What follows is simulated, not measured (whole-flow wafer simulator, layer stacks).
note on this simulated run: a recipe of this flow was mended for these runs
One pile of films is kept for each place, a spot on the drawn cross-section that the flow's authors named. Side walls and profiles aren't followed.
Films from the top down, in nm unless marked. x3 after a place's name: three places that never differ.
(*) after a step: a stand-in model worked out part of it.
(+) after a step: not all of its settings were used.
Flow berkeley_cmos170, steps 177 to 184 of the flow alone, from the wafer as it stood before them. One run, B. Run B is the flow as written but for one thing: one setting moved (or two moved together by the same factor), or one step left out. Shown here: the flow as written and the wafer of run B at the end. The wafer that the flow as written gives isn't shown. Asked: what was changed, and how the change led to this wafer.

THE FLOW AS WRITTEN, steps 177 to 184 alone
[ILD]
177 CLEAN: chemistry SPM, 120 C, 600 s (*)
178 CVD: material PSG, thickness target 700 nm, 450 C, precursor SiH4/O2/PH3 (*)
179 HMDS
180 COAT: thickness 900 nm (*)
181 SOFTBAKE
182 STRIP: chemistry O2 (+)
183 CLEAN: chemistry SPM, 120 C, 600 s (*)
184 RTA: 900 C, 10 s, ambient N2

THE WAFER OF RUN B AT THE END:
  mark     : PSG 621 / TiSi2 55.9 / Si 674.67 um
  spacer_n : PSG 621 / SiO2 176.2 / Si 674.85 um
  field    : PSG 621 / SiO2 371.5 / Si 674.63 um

The cause: step 178, CVD: thickness target 621 nm was run, where the flow has thickness target 700 nm.
It can be read off the wafer: mark has PSG 621, and step 178 as written asks for 700 nm.

How the change led to this, step by step:
  178 CVD: material PSG, thickness target 700 nm, 450 C, precursor SiH4/O2/PH3 (*)
      field, mark, sd_n and 10 more: PSG +621 (new film) (as written it would be: PSG +700 (new film))
